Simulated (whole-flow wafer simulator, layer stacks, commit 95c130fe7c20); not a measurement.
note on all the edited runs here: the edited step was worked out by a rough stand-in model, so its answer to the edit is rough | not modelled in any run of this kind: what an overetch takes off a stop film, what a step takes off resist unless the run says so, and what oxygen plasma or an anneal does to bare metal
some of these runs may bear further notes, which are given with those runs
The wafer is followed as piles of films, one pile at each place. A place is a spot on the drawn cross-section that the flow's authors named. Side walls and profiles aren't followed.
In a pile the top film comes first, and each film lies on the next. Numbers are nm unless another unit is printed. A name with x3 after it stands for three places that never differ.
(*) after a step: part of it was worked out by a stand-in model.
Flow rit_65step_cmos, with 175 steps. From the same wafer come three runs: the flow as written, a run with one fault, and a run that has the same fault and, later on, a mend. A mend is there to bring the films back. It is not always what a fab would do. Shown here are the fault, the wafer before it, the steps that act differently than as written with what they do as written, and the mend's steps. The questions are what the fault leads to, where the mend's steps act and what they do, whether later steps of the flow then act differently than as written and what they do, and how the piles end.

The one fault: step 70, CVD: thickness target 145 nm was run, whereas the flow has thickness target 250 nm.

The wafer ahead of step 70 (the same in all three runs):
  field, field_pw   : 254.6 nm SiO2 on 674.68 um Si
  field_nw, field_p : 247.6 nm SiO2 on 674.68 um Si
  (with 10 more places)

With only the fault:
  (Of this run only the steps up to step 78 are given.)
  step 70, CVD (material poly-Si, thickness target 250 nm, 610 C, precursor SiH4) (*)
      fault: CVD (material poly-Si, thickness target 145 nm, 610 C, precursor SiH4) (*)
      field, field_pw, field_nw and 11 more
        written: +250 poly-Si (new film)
        fault: +145 poly-Si (new film)
  Later steps of the flow up to step 78 that are run all act as written at every place that is followed, up to a difference of at most 2% or 0.5 nm, whichever is larger.
  The piles after step 78 differ from the flow's at field, field_pw, field_nw and 11 more by more than 2% or 0.5 nm, whichever is larger.
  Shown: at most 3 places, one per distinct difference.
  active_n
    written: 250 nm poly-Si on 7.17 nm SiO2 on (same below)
    fault: 145 nm poly-Si on 7.17 nm SiO2 on (same below)
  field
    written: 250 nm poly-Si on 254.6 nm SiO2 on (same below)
    fault: 145 nm poly-Si on 254.6 nm SiO2 on (same below)
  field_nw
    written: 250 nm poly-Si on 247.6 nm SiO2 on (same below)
    fault: 145 nm poly-Si on 247.6 nm SiO2 on (same below)

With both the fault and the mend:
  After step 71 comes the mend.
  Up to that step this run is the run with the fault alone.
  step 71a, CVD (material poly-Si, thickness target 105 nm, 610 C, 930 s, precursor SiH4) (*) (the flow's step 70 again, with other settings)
      field, field_pw, field_nw and 11 more
        +105 poly-Si
  Later steps of the flow that are run all act as written at every place that is followed.
  At every place that both follow, the piles at the end match the flow's.
